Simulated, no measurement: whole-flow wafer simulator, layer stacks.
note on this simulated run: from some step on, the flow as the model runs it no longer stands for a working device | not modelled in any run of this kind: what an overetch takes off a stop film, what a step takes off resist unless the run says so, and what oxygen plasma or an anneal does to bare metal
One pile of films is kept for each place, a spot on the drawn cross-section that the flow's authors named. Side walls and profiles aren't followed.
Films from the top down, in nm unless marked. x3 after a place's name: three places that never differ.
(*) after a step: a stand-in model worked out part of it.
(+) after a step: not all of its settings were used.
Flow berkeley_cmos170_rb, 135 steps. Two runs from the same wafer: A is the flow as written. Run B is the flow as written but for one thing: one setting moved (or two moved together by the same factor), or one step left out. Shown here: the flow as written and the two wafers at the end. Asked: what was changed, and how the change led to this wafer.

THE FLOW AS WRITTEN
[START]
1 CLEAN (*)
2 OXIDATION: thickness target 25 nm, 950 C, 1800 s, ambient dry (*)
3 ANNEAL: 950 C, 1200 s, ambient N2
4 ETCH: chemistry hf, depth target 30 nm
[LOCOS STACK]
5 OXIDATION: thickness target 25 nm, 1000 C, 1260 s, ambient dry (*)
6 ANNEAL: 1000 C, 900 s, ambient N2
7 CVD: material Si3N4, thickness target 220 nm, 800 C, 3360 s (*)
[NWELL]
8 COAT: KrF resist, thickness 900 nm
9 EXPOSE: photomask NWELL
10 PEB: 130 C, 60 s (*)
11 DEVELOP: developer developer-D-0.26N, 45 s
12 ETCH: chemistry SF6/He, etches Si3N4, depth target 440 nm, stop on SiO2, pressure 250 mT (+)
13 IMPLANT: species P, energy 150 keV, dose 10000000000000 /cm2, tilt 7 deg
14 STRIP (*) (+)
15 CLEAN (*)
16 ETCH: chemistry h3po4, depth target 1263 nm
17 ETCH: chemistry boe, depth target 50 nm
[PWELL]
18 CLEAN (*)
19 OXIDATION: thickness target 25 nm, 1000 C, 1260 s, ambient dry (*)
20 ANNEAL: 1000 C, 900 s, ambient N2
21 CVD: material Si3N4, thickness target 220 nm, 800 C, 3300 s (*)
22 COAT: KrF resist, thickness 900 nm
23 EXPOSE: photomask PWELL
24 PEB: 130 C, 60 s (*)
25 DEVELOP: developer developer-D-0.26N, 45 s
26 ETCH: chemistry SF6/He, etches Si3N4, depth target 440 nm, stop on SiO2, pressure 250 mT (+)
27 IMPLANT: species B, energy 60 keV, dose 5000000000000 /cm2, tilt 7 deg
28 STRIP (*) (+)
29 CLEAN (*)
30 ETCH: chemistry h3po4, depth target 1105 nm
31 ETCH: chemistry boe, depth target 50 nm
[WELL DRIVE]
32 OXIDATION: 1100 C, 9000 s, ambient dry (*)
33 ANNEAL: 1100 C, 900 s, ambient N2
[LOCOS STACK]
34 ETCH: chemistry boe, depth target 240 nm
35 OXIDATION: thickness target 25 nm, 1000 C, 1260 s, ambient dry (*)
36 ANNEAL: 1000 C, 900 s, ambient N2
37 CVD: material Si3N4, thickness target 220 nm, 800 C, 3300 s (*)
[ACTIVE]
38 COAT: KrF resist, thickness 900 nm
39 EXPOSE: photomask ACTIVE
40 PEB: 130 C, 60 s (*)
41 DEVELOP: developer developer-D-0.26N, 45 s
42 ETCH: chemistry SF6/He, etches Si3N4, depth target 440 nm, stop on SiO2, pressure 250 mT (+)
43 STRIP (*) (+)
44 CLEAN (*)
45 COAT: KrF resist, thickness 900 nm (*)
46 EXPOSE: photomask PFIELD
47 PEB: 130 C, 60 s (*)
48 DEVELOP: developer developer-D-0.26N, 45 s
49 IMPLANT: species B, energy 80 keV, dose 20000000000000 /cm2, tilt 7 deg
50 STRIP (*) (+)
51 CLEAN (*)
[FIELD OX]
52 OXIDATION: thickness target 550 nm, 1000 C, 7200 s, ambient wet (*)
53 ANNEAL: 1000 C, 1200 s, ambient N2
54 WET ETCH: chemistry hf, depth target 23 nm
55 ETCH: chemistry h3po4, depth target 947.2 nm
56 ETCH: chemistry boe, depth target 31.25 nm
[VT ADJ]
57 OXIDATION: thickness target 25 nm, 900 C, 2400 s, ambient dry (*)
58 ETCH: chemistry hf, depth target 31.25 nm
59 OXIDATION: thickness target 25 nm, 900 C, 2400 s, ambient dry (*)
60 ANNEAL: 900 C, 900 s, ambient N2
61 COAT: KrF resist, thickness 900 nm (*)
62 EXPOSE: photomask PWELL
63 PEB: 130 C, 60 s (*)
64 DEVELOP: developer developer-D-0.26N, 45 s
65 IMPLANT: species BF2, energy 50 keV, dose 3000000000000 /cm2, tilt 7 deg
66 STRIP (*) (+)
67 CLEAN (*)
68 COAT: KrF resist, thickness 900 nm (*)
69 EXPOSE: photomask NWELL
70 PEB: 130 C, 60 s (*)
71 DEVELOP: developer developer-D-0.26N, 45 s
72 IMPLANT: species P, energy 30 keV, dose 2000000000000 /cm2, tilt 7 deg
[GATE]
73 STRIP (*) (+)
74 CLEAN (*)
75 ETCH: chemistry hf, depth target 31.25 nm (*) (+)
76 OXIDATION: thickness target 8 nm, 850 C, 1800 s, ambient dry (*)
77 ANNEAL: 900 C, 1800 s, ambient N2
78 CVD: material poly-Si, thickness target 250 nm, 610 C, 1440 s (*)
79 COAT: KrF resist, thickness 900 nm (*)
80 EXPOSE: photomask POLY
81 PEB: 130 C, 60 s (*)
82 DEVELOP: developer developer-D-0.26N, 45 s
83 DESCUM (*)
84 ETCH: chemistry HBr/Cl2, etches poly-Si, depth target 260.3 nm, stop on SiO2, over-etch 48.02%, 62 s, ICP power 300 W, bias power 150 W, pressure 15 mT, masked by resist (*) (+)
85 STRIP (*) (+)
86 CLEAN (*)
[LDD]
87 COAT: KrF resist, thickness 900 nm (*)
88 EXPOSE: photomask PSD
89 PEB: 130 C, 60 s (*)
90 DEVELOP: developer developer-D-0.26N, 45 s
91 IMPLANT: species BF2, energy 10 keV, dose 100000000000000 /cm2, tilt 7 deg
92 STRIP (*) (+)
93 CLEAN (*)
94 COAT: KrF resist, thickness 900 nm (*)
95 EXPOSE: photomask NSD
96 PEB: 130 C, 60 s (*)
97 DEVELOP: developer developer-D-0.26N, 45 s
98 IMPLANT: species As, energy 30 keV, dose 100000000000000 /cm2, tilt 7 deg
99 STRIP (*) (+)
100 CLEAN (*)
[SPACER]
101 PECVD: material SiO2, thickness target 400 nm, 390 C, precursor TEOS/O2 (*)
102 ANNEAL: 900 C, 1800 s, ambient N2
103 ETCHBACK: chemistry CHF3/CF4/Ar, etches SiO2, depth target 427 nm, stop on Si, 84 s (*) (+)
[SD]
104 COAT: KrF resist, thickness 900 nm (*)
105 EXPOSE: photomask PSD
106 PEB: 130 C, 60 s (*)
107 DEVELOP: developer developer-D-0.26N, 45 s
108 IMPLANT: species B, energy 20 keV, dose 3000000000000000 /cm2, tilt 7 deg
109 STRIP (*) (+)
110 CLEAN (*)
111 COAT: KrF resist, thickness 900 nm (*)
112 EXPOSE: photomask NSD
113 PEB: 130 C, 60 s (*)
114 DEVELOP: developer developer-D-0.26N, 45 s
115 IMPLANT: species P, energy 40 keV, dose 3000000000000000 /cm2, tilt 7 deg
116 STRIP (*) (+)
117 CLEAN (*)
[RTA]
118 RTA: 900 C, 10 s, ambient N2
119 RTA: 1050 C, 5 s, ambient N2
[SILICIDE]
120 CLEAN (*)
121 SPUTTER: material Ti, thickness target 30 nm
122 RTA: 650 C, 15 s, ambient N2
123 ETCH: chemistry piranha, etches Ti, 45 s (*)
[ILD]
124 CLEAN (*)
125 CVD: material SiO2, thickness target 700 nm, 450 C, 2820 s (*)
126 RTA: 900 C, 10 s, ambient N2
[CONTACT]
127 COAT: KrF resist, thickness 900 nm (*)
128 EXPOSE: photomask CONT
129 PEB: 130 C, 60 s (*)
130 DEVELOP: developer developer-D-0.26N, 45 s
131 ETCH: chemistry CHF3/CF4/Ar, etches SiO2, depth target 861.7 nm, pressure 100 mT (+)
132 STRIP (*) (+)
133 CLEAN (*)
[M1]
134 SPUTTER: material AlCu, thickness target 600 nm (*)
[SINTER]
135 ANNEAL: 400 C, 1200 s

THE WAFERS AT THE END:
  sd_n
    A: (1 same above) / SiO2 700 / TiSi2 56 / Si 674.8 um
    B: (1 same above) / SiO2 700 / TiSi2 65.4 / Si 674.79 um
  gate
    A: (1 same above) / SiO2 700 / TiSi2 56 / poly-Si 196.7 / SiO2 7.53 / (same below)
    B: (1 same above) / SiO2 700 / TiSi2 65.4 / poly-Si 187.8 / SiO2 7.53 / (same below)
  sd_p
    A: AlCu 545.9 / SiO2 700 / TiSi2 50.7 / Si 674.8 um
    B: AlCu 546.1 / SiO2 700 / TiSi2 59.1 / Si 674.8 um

The cause: step 121, SPUTTER: thickness target 35 nm was run, where the flow has thickness target 30 nm; step 131, ETCH: depth target 1005 nm was run, where the flow has depth target 861.7 nm.

How the change led to this, step by step:
  121 SPUTTER: material Ti, thickness target 30 nm
      field, sd_n, spacer_n, gate, spacer_p, gate_p, contact, m1: A Ti +30 (new film) | B Ti +35 (new film)
      sd_p: A Ti +27.1 (new film) | B Ti +31.6 (new film)
  122 RTA: 650 C, 15 s, ambient N2
      sd_n, contact, m1: A Ti -23.4, TiSi first +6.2 (new film), TiSi2 C49 +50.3 (new film), Si -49 | B Ti -27.3, TiSi first +16.6 (new film), TiSi2 C49 +44.8 (new film), Si -51
      gate, gate_p: A Ti -23.4, TiSi first +6.2 (new film), TiSi2 C49 +50.3 (new film), poly-Si -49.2 | B Ti -27.3, TiSi first +16.6 (new film), TiSi2 C49 +44.8 (new film), poly-Si -51.2
      (and at 1 more place)
  123 ETCH: chemistry piranha, etches Ti, 45 s (*)
      sd_n, gate, gate_p, contact, m1: A Ti -6.6 (all of it) | B Ti -7.7 (all of it)
      field, spacer_n, spacer_p: A Ti -30 (all of it) | B Ti -35 (all of it)
      (and at 1 more place)
  126 RTA: 900 C, 10 s, ambient N2
      sd_n, contact, m1: A under 1 film: TiSi2 +56 (new film), TiSi first -6.2 (all of it), TiSi2 C49 -50.3 (all of it), Si -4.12 | B under 1 film: TiSi2 +65.4 (new film), TiSi first -16.6 (all of it), TiSi2 C49 -44.8 (all of it), Si -11
      gate, gate_p: A under 1 film: TiSi2 +56 (new film), TiSi first -6.2 (all of it), TiSi2 C49 -50.3 (all of it), poly-Si -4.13 | B under 1 film: TiSi2 +65.4 (new film), TiSi first -16.6 (all of it), TiSi2 C49 -44.8 (all of it), poly-Si -11.1
      (and at 1 more place)
  131 ETCH: chemistry CHF3/CF4/Ar, etches SiO2, depth target 861.7 nm, pressure 100 mT (+)
      field, sd_n, spacer_n, gate, sd_p, spacer_p, gate_p, m1: A KrF resist -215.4 | B KrF resist -251.3
      contact: A SiO2 -700 (all of it), TiSi2 -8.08 | B SiO2 -700 (all of it), TiSi2 -15.3
  132 STRIP (*) (+)
      field: A KrF resist -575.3 (all of it) | B KrF resist -539 (all of it)
      sd_n: A KrF resist -780.4 (all of it) | B KrF resist -743.7 (all of it)
      (and at 6 more places)
